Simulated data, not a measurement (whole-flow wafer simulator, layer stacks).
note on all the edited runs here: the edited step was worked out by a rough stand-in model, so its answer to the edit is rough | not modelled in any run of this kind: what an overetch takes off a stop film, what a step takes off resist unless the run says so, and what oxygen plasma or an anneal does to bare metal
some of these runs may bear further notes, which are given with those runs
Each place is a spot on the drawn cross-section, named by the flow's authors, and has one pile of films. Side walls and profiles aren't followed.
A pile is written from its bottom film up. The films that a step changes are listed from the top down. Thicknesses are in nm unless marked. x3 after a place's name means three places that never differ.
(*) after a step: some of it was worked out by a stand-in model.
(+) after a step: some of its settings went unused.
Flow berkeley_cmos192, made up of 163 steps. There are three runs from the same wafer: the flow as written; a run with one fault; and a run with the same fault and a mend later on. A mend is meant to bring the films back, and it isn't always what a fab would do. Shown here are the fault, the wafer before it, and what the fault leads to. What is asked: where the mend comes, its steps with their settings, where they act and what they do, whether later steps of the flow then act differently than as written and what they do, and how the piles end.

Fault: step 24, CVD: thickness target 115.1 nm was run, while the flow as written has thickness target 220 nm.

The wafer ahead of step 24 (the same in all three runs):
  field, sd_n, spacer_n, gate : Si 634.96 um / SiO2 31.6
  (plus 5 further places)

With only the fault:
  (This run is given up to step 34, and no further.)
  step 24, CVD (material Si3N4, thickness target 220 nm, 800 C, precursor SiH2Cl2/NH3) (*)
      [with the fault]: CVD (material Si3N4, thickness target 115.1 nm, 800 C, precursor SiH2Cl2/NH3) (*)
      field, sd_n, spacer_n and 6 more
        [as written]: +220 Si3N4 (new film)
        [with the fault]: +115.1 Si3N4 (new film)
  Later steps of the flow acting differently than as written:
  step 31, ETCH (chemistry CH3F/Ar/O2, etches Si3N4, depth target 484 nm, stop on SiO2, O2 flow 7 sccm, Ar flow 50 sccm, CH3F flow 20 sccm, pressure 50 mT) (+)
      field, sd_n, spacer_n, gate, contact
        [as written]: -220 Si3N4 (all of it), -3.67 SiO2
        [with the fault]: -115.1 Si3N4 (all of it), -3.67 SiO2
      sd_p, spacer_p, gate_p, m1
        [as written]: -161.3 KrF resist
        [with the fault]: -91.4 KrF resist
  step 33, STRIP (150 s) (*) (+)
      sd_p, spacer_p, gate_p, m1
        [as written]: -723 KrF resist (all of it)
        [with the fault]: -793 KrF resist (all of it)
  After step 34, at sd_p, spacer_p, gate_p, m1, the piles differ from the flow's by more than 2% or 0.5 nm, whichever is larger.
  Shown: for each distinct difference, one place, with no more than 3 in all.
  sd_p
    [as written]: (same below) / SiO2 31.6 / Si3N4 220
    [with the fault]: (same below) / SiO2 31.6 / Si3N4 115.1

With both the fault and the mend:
  After step 30 comes the mend.
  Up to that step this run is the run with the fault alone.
  step 30a, STRIP (150 s) (*) (+)
      sd_p, spacer_p, gate_p, m1
        -884.4 KrF resist (all of it)
  step 30b, CLEAN (chemistry SPM) (the flow's step 17 again)
      leaves every film unchanged at each place that is followed
  step 30c, CVD (material Si3N4, thickness target 104.9 nm, 800 C, precursor SiH2Cl2/NH3) (*) (the flow's step 24 again, with other settings)
      field, sd_n, spacer_n and 6 more
        +104.9 Si3N4
  step 30d, HMDS (the flow's step 25 again)
      leaves every film unchanged at each place that is followed
  step 30e, COAT (KrF resist, thickness 900 nm) (the flow's step 26 again)
      field, sd_n, spacer_n and 6 more
        +900 KrF resist (new film)
  step 30f, SOFTBAKE (KrF resist) (the flow's step 27 again)
      leaves every film unchanged at each place that is followed
  step 30g, EXPOSE (photomask PWELL, dose 20 mJ/cm2, NA 0.5, wavelength 248 nm) (*) (the flow's step 28 again)
      leaves every film unchanged at each place that is followed
  step 30h, PEB (KrF resist, 130 C, 60 s) (the flow's step 29 again)
      field, sd_n, spacer_n and 6 more
        -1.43 KrF resist
  step 30i, DEVELOP (KrF resist, thickness 900 nm, developer developer-D-0.26N, 45 s) (the flow's step 30 again)
      field, sd_n, spacer_n, gate, contact
        -898.6 KrF resist (all of it)
      sd_p, spacer_p, gate_p, m1
        -14.2 KrF resist
  Every later step of the flow that is run acts as written at every place that is followed.
  At every place that both follow, the piles at the end match the flow's.
